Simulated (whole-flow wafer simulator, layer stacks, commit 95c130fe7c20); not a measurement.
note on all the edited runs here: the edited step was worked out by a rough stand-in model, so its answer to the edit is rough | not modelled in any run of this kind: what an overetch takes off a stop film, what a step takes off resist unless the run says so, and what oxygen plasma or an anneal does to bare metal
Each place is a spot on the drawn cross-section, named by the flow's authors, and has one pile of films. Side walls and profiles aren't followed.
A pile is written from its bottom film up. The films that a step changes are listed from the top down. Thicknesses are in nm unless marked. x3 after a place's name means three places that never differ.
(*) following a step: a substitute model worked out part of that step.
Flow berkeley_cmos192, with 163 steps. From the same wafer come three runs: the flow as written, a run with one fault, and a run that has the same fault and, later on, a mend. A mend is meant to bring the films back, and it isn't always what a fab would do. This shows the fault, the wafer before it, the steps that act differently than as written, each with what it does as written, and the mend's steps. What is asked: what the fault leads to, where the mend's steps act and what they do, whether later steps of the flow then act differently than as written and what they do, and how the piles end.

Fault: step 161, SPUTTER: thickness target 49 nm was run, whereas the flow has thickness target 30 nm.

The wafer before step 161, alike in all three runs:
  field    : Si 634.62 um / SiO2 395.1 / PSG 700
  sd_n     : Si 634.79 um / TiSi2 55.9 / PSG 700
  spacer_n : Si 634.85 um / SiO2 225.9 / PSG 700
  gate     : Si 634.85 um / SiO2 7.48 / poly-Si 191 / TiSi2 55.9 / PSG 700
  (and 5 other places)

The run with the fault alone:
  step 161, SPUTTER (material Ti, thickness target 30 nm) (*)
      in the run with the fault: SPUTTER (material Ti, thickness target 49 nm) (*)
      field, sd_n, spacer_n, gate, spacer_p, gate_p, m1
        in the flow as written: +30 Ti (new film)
        in the run with the fault: +49 Ti (new film)
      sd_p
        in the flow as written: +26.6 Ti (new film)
        in the run with the fault: +43.5 Ti (new film)
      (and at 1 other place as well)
  Later steps of the flow that are run all act as written at every place that is followed, up to a difference of at most 2% or 0.5 nm, whichever is larger.
  By the end, the piles at field, sd_n, spacer_n and 6 more depart from the flow's by more than 2% or 0.5 nm, whichever is larger.
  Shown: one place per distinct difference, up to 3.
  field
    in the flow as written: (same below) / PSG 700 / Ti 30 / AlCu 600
    in the run with the fault: (same below) / PSG 700 / Ti 49 / AlCu 600
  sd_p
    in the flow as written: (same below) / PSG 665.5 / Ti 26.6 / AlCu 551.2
    in the run with the fault: (same below) / PSG 665.5 / Ti 43.5 / AlCu 550.2
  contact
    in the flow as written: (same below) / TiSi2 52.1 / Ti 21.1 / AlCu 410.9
    in the run with the fault: (same below) / TiSi2 52.1 / Ti 34.4 / AlCu 407.8

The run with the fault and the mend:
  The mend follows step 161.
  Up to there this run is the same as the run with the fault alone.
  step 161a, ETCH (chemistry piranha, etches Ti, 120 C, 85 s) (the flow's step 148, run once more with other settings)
      field, sd_n, spacer_n, gate, spacer_p, gate_p, m1
        -49 Ti (all of it)
      sd_p
        -43.5 Ti (all of it)
      contact
        -34.4 Ti (all of it), -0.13 TiSi2
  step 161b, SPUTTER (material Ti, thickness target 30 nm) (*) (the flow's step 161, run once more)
      field, sd_n, spacer_n, gate, spacer_p, gate_p, m1
        +30 Ti (new film)
      sd_p
        +26.6 Ti (new film)
      contact
        +21.1 Ti (new film)
  Later steps of the flow that are run all act as written at every place that is followed.
  The piles end only slightly different from the flow's at the places that both follow, by no more than 2% or 0.5 nm, whichever is larger.
